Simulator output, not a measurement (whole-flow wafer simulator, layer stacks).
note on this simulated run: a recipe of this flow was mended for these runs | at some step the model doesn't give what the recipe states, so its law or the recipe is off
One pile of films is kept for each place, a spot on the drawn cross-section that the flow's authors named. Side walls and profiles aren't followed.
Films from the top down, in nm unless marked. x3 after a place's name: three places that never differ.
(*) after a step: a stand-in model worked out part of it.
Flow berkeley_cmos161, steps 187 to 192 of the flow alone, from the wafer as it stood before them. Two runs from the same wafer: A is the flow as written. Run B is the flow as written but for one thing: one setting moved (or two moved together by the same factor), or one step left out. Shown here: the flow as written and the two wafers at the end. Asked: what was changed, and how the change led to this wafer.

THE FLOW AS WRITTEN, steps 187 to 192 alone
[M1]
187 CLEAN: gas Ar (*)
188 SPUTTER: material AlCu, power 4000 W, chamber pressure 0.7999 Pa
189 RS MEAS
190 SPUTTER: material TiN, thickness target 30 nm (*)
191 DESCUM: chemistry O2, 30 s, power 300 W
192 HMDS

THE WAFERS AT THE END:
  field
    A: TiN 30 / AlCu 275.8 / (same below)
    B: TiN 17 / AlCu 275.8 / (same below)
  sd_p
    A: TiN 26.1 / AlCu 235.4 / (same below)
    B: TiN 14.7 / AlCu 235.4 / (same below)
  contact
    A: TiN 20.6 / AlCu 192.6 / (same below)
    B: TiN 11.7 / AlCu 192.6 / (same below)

The cause: step 190, SPUTTER: thickness target 17 nm was run, where the flow has thickness target 30 nm.
It can be read off the wafer: field has TiN 17, and step 190 as written asks for 30 nm.

How the change led to this, step by step:
  190 SPUTTER: material TiN, thickness target 30 nm (*)
      field, sd_n, spacer_n, gate_n, spacer_p, gate_p, m1: A TiN +30 (new film) | B TiN +17 (new film)
      sd_p: A TiN +26.1 (new film) | B TiN +14.7 (new film)
      (and at 1 more place)
